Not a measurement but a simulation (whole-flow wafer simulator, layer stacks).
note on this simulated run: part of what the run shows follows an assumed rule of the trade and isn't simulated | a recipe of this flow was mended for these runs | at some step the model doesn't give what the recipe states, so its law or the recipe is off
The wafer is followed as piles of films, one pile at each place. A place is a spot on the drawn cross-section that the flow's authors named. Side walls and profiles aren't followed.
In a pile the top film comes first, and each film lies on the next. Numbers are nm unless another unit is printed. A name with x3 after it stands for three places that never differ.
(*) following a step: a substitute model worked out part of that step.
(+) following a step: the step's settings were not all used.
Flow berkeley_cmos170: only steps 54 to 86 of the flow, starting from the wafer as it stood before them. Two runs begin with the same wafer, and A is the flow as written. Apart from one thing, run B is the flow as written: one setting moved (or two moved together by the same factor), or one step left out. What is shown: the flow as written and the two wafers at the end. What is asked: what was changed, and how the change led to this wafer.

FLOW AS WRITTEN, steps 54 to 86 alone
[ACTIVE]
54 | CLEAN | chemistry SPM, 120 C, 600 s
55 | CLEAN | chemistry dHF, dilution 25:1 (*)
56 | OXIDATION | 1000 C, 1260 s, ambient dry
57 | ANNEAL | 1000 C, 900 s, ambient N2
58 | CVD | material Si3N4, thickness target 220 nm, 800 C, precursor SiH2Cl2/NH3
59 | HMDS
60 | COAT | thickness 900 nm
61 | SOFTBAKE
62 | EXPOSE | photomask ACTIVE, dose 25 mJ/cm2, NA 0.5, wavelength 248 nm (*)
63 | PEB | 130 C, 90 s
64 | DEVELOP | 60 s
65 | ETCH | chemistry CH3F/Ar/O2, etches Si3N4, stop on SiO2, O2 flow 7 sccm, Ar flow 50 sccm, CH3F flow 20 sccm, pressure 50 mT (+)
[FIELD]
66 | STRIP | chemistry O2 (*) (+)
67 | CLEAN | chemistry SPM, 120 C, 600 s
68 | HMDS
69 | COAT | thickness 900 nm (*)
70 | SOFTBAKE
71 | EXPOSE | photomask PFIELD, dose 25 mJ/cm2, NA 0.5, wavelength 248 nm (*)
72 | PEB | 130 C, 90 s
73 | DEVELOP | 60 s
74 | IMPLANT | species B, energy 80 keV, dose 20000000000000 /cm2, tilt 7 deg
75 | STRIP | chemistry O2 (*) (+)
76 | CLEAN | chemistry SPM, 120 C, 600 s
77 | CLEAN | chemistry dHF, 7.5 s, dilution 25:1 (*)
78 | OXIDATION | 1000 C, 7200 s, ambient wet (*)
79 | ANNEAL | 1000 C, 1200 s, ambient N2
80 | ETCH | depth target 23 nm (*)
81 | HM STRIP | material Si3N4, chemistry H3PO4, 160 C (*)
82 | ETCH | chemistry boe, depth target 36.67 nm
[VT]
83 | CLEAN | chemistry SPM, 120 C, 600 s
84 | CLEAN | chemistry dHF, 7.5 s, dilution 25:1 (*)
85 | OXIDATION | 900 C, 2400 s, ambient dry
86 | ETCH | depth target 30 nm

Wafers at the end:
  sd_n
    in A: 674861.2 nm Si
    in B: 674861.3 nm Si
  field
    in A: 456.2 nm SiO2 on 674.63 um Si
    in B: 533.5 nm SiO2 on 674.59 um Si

What caused this: step 58, CVD: thickness target 273 nm was run, while the flow as written has thickness target 220 nm; step 78, OXIDATION: 8928 s was run, where the flow has 7200 s.

Step by step, how the change led to this:
  58 | CVD | material Si3N4, thickness target 220 nm, 800 C, precursor SiH2Cl2/NH3
      field, mark, sd_n and 10 more: A Si3N4 gains 220 (new film) | B Si3N4 gains 273 (new film)
  65 | ETCH | chemistry CH3F/Ar/O2, etches Si3N4, stop on SiO2, O2 flow 7 sccm, Ar flow 50 sccm, CH3F flow 20 sccm, pressure 50 mT (+)
      mark, sd_n, spacer_n and 9 more: A KrF-resist loses 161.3 | B KrF-resist loses 196.7
      field: A Si3N4 loses 220 (all of it), SiO2 loses 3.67 | B Si3N4 loses 273 (all of it), SiO2 loses 3.67
  66 | STRIP | chemistry O2 (*) (+)
      mark, sd_n, spacer_n and 9 more: A KrF-resist loses 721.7 (all of it) | B KrF-resist loses 686.4 (all of it)
  69 | COAT | thickness 900 nm (*)
      sd_n: A KrF-resist gains 784.1 (new film) | B KrF-resist gains 758.3 (new film)
      spacer_n: A KrF-resist gains 820.2 (new film) | B KrF-resist gains 802.3 (new film)
      (and at 7 other places as well)
  75 | STRIP | chemistry O2 (*) (+)
      sd_n: A KrF-resist loses 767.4 (all of it) | B KrF-resist loses 741.8 (all of it)
      spacer_n: A KrF-resist loses 803.4 (all of it) | B KrF-resist loses 785.6 (all of it)
      (and at 7 other places as well)
  78 | OXIDATION | 1000 C, 7200 s, ambient wet (*)
      sd_n, sd_p: A SiO2 gains 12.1 (new film), Si3N4 loses 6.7, SiO2 gains 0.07, Si loses 0.07 | B SiO2 gains 14.3 (new film), Si3N4 loses 7.87
      mark, spacer_n, gate_n and 7 more: A SiO2 gains 12.1 (new film), Si3N4 loses 6.7 | B SiO2 gains 14.3 (new film), Si3N4 loses 7.87
      (and at 1 other place as well)
  80 | ETCH | depth target 23 nm (*)
      mark, sd_n, spacer_n and 9 more: A SiO2 loses 12.1 (all of it), Si3N4 loses 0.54 | B SiO2 loses 14.3 (all of it), Si3N4 loses 0.44
  81 | HM STRIP | material Si3N4, chemistry H3PO4, 160 C (*)
      mark, sd_n, spacer_n and 9 more: A Si3N4 loses 212.2 (all of it), SiO2 loses 11.1 | B Si3N4 loses 264.1 (all of it), SiO2 loses 13.8
      field: A SiO2 loses 17.7 | B SiO2 loses 22.1
  82 | ETCH | chemistry boe, depth target 36.67 nm
      mark, sd_n, spacer_n and 9 more: A SiO2 loses 15.5 (all of it) | B SiO2 loses 12.7 (all of it)
